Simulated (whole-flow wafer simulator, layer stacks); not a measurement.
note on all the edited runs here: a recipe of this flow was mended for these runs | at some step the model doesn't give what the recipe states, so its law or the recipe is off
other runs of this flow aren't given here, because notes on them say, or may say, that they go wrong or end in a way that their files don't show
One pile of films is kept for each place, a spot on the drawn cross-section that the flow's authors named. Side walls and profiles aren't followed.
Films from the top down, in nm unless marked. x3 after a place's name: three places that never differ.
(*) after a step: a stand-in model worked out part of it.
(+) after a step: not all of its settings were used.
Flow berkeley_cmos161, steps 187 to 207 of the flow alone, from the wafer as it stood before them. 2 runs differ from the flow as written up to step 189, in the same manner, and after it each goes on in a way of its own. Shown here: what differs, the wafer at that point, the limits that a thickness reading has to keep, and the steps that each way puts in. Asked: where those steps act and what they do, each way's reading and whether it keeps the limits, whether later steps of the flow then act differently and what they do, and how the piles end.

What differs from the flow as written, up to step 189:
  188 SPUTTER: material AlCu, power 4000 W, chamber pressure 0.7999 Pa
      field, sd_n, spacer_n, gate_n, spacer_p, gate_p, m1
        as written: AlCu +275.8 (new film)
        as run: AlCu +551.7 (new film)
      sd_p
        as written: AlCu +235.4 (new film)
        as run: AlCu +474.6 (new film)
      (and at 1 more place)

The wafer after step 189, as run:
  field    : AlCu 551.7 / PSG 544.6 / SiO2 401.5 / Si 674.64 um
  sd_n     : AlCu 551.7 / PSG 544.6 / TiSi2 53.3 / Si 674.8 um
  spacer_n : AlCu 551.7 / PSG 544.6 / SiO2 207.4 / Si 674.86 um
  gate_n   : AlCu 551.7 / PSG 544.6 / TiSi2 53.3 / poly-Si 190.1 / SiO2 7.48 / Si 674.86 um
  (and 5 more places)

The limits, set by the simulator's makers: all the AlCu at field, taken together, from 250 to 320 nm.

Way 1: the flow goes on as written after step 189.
  The reading after step 189: 551.7 nm, outside the limits.
  Later steps of the flow that act differently than as written (1 more step differs only slightly, by at most 2% or 0.5 nm, whichever is larger, and isn't shown):
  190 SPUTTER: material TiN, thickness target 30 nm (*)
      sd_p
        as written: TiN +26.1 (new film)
        this way: TiN +25.5 (new film)
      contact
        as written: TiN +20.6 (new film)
        this way: TiN +17.4 (new film)
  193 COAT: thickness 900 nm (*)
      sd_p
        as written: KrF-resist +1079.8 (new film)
        this way: KrF-resist +1111.9 (new film)
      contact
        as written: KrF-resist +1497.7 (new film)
        this way: KrF-resist +1590.8 (new film)
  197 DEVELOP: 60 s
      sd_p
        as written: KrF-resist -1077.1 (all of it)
        this way: KrF-resist -1109.2 (all of it)
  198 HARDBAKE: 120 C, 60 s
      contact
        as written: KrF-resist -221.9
        this way: KrF-resist -235.7
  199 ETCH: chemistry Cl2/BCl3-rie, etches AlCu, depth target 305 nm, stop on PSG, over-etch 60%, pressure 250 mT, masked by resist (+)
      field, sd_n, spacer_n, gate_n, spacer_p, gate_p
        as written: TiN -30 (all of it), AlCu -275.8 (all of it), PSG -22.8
        this way: TiN -30 (all of it), AlCu -458
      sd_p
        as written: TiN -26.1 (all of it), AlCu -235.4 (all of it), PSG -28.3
        this way: TiN -25.5 (all of it), AlCu -462.5
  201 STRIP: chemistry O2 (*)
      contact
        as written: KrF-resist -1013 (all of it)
        this way: KrF-resist -1092 (all of it)
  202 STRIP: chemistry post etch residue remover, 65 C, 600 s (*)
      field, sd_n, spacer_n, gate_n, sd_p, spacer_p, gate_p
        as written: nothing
        this way: AlCu -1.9
  At the end the piles differ from the flow's by more than 2% or 0.5 nm, whichever is larger, at field, sd_n, spacer_n and 6 more.
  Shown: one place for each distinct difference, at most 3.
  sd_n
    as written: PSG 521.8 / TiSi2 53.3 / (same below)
    this way: AlCu 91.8 / PSG 544.6 / TiSi2 53.3 / (same below)
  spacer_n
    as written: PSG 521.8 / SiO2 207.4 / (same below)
    this way: AlCu 91.8 / PSG 544.6 / SiO2 207.4 / (same below)
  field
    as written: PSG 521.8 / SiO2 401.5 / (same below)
    this way: AlCu 91.8 / PSG 544.6 / SiO2 401.5 / (same below)

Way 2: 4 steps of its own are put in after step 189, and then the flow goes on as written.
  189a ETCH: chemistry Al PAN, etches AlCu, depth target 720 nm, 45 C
      field, sd_n, spacer_n, gate_n, spacer_p, gate_p, m1
        AlCu -551.7 (all of it)
      sd_p
        AlCu -474.6 (all of it)
      contact
        AlCu -374.7 (all of it)
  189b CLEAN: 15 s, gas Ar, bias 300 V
      field, sd_n, spacer_n, gate_n, sd_p, spacer_p, gate_p, m1
        PSG -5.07
      contact
        TiSi2 -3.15
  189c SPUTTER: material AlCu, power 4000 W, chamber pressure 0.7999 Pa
      field, sd_n, spacer_n, gate_n, spacer_p, gate_p, m1
        AlCu +275.8 (new film)
      sd_p
        AlCu +235.4 (new film)
      contact
        AlCu +192.9 (new film)
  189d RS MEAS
      changes no film at any place that is followed
  The reading after step 189d: 275.8 nm, within the limits.
  No later step of the flow acts differently than as written, at any place that is followed, by more than 2% or 0.5 nm, whichever is larger.
  At the end the piles differ from the flow's by more than 2% or 0.5 nm, whichever is larger, at contact.
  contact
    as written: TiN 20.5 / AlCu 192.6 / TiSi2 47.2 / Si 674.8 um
    this way: TiN 20.5 / AlCu 192.9 / TiSi2 44.1 / Si 674.8 um

Within the limits: way 2. Outside them: way 1.
